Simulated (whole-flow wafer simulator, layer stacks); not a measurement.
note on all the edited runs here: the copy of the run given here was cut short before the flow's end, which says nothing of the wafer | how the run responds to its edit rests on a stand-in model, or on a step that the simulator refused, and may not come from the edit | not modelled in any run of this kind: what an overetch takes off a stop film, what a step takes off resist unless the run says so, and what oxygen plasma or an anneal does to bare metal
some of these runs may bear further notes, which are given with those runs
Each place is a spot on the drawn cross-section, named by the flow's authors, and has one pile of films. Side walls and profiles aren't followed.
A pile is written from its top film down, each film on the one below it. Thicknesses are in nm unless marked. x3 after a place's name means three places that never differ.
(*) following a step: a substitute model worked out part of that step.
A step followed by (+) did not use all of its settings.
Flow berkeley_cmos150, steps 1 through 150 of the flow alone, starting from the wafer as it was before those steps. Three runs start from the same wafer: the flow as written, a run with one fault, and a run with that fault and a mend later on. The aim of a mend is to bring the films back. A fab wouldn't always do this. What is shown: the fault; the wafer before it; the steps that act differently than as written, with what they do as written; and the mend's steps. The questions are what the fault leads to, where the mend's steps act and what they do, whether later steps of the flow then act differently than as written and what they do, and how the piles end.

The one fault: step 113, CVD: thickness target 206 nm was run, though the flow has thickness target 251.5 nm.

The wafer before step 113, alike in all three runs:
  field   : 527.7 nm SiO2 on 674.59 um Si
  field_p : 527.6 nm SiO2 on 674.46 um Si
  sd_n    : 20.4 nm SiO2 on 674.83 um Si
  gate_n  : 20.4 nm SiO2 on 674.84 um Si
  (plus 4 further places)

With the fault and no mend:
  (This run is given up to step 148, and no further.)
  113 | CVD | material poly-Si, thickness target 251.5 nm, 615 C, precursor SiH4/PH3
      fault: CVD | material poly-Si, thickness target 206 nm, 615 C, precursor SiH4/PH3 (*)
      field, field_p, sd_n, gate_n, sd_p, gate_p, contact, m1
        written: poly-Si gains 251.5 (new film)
        fault: poly-Si gains 206 (new film)
  Steps later in the flow that act otherwise than as written (not shown: 9 more steps that differ only slightly, by at most 2% or 0.5 nm, whichever is larger):
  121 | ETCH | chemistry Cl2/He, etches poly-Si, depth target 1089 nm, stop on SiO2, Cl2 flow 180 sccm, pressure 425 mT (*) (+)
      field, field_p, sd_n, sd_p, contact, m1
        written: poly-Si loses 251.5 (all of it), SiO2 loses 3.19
        fault: poly-Si loses 206 (all of it), SiO2 loses 3.19
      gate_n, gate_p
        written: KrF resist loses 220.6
        fault: KrF resist loses 188.1
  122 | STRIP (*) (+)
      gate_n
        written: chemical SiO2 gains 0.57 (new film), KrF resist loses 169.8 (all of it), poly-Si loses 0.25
        fault: chemical SiO2 gains 0.59 (new film), KrF resist loses 201.1 (all of it), poly-Si loses 0.26
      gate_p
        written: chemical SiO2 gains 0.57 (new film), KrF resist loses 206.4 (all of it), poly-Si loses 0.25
        fault: chemical SiO2 gains 0.59 (new film), KrF resist loses 237.5 (all of it), poly-Si loses 0.26
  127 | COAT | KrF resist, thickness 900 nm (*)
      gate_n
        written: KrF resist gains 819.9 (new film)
        fault: KrF resist gains 850.7 (new film)
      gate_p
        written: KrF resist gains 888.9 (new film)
        fault: KrF resist gains 919.9 (new film)
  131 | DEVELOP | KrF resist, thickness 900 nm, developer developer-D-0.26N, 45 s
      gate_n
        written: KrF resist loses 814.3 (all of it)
        fault: KrF resist loses 844.9 (all of it)
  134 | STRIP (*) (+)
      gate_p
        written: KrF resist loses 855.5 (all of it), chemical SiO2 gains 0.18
        fault: KrF resist loses 885.8 (all of it), chemical SiO2 gains 0.18
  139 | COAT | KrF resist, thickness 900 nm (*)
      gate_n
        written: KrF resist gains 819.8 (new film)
        fault: KrF resist gains 850.6 (new film)
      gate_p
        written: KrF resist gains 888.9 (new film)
        fault: KrF resist gains 919.9 (new film)
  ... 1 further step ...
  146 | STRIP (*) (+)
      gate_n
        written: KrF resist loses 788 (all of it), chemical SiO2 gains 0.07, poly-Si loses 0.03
        fault: KrF resist loses 818.1 (all of it), chemical SiO2 gains 0.07, poly-Si loses 0.03
  The piles after step 148 differ from the flow's at gate_n, gate_p by more than 2% or 0.5 nm, whichever is larger.
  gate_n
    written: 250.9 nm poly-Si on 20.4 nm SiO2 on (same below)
    fault: 205.4 nm poly-Si on 20.4 nm SiO2 on (same below)
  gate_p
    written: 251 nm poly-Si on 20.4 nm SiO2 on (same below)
    fault: 205.5 nm poly-Si on 20.4 nm SiO2 on (same below)

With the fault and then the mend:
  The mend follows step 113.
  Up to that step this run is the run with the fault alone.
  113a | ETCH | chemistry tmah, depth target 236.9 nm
      field, field_p, sd_n, gate_n, sd_p, gate_p, contact, m1
        poly-Si loses 206 (all of it)
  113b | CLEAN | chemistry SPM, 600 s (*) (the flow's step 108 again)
      does not change any film at any place that is followed
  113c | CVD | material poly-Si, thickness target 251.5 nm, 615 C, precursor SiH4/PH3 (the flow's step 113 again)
      field, field_p, sd_n, gate_n, sd_p, gate_p, contact, m1
        poly-Si gains 251.5 (new film)
  None of the later steps of the flow acts differently than as written at any place that is followed.
  At every place that both follow, the piles at the end match the flow's.
